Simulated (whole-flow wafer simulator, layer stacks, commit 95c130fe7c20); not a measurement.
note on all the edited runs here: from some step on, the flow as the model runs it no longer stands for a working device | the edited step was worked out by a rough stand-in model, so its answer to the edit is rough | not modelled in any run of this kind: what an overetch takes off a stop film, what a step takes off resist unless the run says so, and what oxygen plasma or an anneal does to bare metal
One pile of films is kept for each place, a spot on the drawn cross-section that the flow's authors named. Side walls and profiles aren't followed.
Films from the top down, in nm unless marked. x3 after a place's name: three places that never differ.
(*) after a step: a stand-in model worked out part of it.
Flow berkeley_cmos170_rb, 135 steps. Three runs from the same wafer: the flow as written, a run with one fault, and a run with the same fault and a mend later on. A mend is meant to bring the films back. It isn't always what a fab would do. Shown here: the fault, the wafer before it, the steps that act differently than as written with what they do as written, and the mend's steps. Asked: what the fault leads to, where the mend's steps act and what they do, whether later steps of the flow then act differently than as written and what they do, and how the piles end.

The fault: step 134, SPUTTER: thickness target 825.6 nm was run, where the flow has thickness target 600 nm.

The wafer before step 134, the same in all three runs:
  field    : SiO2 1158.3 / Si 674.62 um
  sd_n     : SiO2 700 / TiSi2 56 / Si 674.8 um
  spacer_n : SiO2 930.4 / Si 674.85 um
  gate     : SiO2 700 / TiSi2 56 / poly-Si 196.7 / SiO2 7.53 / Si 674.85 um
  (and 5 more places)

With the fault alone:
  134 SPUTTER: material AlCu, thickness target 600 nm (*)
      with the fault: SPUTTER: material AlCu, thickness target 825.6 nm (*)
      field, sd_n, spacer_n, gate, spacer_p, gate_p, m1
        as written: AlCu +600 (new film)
        with the fault: AlCu +825.6 (new film)
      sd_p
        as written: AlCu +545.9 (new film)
        with the fault: AlCu +762.8 (new film)
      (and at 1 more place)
  No later step of the flow acts differently than as written at any place that is followed.
  At the end the piles differ from the flow's by more than 2% or 0.5 nm, whichever is larger, at field, sd_n, spacer_n and 6 more.
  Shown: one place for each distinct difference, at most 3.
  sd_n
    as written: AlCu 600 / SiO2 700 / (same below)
    with the fault: AlCu 825.6 / SiO2 700 / (same below)
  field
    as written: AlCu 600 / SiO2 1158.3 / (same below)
    with the fault: AlCu 825.6 / SiO2 1158.3 / (same below)
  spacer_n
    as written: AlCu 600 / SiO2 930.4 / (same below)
    with the fault: AlCu 825.6 / SiO2 930.4 / (same below)

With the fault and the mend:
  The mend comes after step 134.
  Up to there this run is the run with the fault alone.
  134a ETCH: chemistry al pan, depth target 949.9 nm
      field, sd_n, spacer_n, gate, spacer_p, gate_p, m1
        AlCu -825.6 (all of it)
      sd_p
        AlCu -762.8 (all of it)
      contact
        AlCu -560.9 (all of it)
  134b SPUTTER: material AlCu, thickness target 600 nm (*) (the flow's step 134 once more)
      field, sd_n, spacer_n, gate, spacer_p, gate_p, m1
        AlCu +600 (new film)
      sd_p
        AlCu +545.9 (new film)
      contact
        AlCu +415.1 (new film)
  No later step of the flow acts differently than as written at any place that is followed.
  At the end the piles are the same as the flow's at every place that both follow.
